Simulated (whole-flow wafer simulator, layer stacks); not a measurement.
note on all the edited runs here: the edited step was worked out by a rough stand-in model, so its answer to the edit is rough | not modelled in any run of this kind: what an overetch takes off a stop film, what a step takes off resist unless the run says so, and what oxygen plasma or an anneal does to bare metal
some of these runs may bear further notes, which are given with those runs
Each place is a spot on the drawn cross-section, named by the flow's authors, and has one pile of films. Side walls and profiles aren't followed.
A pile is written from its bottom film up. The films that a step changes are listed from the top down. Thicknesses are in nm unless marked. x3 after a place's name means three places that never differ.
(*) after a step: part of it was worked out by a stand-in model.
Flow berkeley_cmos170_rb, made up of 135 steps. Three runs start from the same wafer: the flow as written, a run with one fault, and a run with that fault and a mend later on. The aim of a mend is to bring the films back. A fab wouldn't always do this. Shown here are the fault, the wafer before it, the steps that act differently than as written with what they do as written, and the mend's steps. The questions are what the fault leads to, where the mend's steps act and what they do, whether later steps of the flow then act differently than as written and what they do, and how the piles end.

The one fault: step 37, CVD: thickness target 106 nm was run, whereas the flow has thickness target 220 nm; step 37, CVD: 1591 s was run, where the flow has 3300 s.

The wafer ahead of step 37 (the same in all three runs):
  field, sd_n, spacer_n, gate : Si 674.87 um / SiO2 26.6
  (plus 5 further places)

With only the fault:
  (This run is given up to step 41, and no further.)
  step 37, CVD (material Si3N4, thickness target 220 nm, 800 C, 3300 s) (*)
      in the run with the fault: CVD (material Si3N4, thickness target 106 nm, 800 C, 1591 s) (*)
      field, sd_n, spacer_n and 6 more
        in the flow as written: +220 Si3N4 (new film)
        in the run with the fault: +106 Si3N4 (new film)
  None of the later steps of the flow up to step 41 acts differently than as written at any place that is followed.
  Once step 41 is done, the piles at field, sd_n, spacer_n and 6 more depart from the flow's by more than 2% or 0.5 nm, whichever is larger.
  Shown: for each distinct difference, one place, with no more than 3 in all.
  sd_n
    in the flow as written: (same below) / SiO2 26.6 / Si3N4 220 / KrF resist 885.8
    in the run with the fault: (same below) / SiO2 26.6 / Si3N4 106 / KrF resist 885.8
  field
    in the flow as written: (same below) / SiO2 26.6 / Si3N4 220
    in the run with the fault: (same below) / SiO2 26.6 / Si3N4 106

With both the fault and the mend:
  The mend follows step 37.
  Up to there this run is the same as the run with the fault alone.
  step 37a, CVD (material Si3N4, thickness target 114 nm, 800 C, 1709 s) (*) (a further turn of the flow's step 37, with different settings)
      field, sd_n, spacer_n and 6 more
        +114 Si3N4
  None of the later steps of the flow acts differently than as written at any place that is followed.
  The piles end the same as the flow's at every place that both follow.
